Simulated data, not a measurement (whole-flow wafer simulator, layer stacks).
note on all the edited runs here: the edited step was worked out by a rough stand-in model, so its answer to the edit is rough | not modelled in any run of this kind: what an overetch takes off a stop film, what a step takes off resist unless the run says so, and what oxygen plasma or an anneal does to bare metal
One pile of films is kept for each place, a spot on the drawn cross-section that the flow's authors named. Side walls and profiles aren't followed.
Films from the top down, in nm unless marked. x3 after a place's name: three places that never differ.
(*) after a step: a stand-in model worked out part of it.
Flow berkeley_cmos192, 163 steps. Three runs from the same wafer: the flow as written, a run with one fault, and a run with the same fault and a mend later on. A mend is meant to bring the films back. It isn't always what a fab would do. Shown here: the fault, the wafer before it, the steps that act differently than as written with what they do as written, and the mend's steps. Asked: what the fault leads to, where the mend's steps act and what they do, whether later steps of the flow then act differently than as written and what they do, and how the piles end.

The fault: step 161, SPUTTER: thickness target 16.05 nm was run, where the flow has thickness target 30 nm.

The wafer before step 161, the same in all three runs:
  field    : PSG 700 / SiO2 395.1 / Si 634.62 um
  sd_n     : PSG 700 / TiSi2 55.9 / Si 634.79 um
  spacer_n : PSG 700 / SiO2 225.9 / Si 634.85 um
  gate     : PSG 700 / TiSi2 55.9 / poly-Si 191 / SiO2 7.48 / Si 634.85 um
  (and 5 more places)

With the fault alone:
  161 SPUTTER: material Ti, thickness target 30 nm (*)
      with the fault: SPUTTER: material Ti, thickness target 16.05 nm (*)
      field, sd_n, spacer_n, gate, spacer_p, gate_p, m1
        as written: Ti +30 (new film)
        with the fault: Ti +16.1 (new film)
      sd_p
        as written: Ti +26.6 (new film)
        with the fault: Ti +14.2 (new film)
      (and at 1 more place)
  No later step of the flow acts differently than as written, at any place that is followed, by more than 2% or 0.5 nm, whichever is larger.
  At the end the piles differ from the flow's by more than 2% or 0.5 nm, whichever is larger, at field, sd_n, spacer_n and 6 more.
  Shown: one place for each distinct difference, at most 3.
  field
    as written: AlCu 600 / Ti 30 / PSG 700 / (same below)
    with the fault: AlCu 600 / Ti 16.1 / PSG 700 / (same below)
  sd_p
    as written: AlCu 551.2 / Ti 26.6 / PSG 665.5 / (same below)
    with the fault: AlCu 551.9 / Ti 14.2 / PSG 665.5 / (same below)
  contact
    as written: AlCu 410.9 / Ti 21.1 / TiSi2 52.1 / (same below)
    with the fault: AlCu 413.1 / Ti 11.3 / TiSi2 52.1 / (same below)

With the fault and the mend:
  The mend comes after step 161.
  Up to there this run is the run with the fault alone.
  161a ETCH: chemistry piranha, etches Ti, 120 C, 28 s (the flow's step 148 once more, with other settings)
      field, sd_n, spacer_n, gate, spacer_p, gate_p, m1
        Ti -16.1 (all of it)
      sd_p
        Ti -14.2 (all of it)
      contact
        Ti -11.3 (all of it), TiSi2 -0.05
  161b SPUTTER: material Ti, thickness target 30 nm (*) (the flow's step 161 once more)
      field, sd_n, spacer_n, gate, spacer_p, gate_p, m1
        Ti +30 (new film)
      sd_p
        Ti +26.6 (new film)
      contact
        Ti +21.1 (new film)
  No later step of the flow acts differently than as written at any place that is followed.
  At the end the piles differ from the flow's only slightly at the places that both follow, by at most 2% or 0.5 nm, whichever is larger.
